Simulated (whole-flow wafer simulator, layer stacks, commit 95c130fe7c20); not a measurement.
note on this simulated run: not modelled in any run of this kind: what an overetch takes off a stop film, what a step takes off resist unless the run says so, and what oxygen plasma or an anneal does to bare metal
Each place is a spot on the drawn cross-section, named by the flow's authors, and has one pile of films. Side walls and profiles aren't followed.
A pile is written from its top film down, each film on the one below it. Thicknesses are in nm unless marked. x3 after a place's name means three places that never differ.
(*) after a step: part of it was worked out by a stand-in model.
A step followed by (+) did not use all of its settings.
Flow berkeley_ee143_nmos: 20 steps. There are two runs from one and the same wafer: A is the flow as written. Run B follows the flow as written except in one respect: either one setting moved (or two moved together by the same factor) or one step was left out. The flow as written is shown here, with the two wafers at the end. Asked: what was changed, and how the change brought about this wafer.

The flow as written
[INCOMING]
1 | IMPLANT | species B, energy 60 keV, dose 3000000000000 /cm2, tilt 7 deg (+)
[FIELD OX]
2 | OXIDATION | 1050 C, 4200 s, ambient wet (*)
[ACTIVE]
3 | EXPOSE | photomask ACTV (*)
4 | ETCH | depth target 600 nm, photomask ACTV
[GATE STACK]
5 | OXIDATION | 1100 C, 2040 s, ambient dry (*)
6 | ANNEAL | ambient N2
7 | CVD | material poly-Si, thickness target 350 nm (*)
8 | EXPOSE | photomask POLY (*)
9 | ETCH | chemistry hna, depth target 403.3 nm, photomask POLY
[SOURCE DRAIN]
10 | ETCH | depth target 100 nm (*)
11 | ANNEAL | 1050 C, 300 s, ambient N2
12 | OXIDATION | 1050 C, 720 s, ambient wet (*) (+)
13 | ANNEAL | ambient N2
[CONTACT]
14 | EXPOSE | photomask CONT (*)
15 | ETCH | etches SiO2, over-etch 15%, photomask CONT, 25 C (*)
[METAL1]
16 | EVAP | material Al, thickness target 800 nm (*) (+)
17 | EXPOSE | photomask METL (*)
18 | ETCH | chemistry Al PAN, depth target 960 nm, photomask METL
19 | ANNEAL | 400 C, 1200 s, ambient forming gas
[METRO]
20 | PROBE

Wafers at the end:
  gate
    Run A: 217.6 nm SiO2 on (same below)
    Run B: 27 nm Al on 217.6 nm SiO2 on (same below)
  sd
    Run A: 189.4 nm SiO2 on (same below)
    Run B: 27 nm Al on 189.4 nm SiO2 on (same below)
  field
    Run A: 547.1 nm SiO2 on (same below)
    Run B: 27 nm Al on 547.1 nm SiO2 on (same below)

What caused this: step 18, ETCH: depth target 773 nm was run, though the flow has depth target 960 nm.

The path from the change to this, step by step:
  18 | ETCH | chemistry Al PAN, depth target 960 nm, photomask METL
      gate, sd, field: A -800 Al (all of it) | B -773 Al
With metal films that touch counted as one body, gate has 1 body; the flow as written gives 0 bodies.
With metal films that touch counted as one body, sd has 1 body; the flow as written gives 0 bodies.
With metal films that touch counted as one body, field has 1 body; the flow as written gives 0 bodies.
